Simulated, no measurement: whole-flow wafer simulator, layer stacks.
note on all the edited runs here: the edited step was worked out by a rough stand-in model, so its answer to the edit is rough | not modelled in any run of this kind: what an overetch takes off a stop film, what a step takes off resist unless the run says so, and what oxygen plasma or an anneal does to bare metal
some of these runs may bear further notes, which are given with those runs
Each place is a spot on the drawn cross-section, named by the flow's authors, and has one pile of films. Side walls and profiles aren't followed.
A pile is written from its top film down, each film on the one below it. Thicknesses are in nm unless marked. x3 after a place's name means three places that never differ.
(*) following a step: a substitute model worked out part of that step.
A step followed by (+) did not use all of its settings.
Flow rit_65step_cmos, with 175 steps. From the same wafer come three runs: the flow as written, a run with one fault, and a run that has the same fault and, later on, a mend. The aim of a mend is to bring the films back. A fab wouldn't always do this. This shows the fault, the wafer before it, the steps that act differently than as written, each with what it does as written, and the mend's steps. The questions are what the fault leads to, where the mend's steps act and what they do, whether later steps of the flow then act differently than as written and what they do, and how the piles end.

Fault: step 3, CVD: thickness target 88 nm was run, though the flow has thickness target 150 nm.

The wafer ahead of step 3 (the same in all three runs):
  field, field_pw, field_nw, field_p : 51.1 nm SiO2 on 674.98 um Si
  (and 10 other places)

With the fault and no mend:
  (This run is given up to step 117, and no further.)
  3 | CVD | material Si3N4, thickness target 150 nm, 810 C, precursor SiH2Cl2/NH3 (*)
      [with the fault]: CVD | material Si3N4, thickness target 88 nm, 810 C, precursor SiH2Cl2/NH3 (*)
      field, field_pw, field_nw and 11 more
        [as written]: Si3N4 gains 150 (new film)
        [with the fault]: Si3N4 gains 88 (new film)
  Steps later in the flow that act otherwise than as written (38 other steps are not shown; they differ only slightly, by no more than 2% or 0.5 nm, whichever is larger):
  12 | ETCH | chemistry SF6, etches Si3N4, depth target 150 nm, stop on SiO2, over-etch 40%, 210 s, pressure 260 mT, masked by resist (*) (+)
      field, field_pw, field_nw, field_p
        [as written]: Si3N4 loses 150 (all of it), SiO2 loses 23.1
        [with the fault]: Si3N4 loses 88 (all of it), SiO2 loses 46.9
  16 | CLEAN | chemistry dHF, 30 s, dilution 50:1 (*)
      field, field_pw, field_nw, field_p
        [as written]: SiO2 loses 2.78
        [with the fault]: SiO2 loses 2.1 (all of it)
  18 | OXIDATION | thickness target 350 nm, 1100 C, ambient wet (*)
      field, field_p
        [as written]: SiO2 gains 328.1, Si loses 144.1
        [with the fault]: SiO2 gains 347.2 (new film), chemical SiO2 loses 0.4 (all of it), Si loses 152.3
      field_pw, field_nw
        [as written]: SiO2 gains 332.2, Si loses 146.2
        [with the fault]: SiO2 gains 350 (new film), chemical SiO2 loses 0.4 (all of it), Si loses 153.8
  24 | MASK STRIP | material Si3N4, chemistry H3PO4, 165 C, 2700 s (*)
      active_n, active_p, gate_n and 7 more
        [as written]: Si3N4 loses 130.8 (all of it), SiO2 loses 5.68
        [with the fault]: Si3N4 loses 68.8 (all of it), SiO2 loses 8.05
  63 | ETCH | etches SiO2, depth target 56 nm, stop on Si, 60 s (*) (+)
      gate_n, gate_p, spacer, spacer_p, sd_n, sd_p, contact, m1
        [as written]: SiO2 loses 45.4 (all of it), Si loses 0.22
        [with the fault]: SiO2 loses 43.1 (all of it), Si loses 0.26
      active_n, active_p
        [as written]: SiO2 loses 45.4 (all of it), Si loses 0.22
        [with the fault]: SiO2 loses 43 (all of it), Si loses 0.27
  After step 117 the piles are close to the flow's at the places that both follow, differing by at most 2% or 0.5 nm, whichever is larger.

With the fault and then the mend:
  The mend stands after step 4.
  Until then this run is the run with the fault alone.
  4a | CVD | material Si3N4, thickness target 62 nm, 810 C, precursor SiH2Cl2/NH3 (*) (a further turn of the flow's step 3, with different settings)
      field, field_pw, field_nw and 11 more
        Si3N4 gains 62
  None of the later steps of the flow acts differently than as written at any place that is followed.
  By the end, the piles equal the flow's at every place that both follow.
